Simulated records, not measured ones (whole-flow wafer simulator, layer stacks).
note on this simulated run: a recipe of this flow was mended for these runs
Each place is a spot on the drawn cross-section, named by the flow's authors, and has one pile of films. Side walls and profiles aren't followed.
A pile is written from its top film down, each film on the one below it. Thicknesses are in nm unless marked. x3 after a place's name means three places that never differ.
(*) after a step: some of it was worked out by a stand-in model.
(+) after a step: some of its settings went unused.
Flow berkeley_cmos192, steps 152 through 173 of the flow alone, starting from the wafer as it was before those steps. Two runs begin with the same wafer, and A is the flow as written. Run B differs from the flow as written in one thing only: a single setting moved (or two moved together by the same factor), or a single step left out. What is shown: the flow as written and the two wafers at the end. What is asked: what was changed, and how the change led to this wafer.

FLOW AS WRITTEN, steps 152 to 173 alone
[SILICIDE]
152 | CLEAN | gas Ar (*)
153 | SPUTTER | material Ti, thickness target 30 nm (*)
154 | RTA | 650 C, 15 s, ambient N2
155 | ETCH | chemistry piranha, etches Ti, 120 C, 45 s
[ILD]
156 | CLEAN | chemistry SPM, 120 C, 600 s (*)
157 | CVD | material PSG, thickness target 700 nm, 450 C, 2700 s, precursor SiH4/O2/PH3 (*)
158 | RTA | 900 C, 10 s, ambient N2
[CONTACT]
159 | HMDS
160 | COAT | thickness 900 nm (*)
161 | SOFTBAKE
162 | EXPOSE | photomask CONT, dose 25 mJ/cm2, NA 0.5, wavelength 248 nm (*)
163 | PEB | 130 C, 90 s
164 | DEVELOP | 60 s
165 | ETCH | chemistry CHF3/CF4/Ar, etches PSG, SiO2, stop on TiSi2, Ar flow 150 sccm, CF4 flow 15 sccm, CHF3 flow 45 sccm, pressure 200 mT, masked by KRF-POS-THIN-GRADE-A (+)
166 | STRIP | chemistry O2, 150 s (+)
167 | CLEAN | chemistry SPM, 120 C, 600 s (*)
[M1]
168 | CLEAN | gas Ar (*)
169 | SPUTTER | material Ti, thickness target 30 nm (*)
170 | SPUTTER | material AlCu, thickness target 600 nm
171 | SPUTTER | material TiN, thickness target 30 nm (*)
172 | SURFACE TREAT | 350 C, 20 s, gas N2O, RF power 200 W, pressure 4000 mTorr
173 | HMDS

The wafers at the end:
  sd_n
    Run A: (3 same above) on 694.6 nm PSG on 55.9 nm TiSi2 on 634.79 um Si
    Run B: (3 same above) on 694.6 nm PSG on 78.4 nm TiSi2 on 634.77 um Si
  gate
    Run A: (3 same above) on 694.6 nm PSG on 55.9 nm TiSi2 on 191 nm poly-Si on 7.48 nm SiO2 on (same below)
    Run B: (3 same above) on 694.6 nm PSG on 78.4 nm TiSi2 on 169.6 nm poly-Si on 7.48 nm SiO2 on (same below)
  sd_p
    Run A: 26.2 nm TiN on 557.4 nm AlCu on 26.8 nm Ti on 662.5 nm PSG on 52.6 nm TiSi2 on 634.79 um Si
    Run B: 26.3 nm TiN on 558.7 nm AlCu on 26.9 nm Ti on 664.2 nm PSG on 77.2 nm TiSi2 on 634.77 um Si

The reason: step 153, SPUTTER: thickness target 44 nm was run, whereas the flow has thickness target 30 nm.

Step by step, how the change led to this:
  153 | SPUTTER | material Ti, thickness target 30 nm (*)
      field, sd_n, spacer_n, gate, spacer_p, gate_p, contact, m1: A +30 Ti (new film) | B +44 Ti (new film)
      sd_p: A +28.2 Ti (new film) | B +41.4 Ti (new film)
  154 | RTA | 650 C, 15 s, ambient N2
      sd_n, contact, m1: A -23.4 Ti, +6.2 TiSi first (new film), +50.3 TiSi2 C49 (new film), -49 Si | B -32.8 Ti, +33.4 TiSi first (new film), +33.6 TiSi2 C49 (new film), -52.2 Si
      gate, gate_p: A -23.4 Ti, +6.2 TiSi first (new film), +50.3 TiSi2 C49 (new film), -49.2 poly-Si | B -32.8 Ti, +33.4 TiSi first (new film), +33.6 TiSi2 C49 (new film), -52.4 poly-Si
      (as well as at 1 more place)
  155 | ETCH | chemistry piranha, etches Ti, 120 C, 45 s
      sd_n, gate, gate_p, contact, m1: A -6.6 Ti (all of it), -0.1 TiSi first | B -11.2 Ti (all of it), -0.1 TiSi first
      field, spacer_n, spacer_p: A -30 Ti (all of it) | B -44 Ti (all of it)
      (as well as at 1 more place)
  158 | RTA | 900 C, 10 s, ambient N2
      sd_n, contact, m1: A under 1 film: +55.9 TiSi2 (new film), -6.09 TiSi first (all of it), -50.3 TiSi2 C49 (all of it), -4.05 Si | B under 1 film: +78.4 TiSi2 (new film), -33.3 TiSi first (all of it), -33.6 TiSi2 C49 (all of it), -22.1 Si
      gate, gate_p: A under 1 film: +55.9 TiSi2 (new film), -6.09 TiSi first (all of it), -50.3 TiSi2 C49 (all of it), -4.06 poly-Si | B under 1 film: +78.4 TiSi2 (new film), -33.3 TiSi first (all of it), -33.6 TiSi2 C49 (all of it), -22.2 poly-Si
      (as well as at 1 more place)
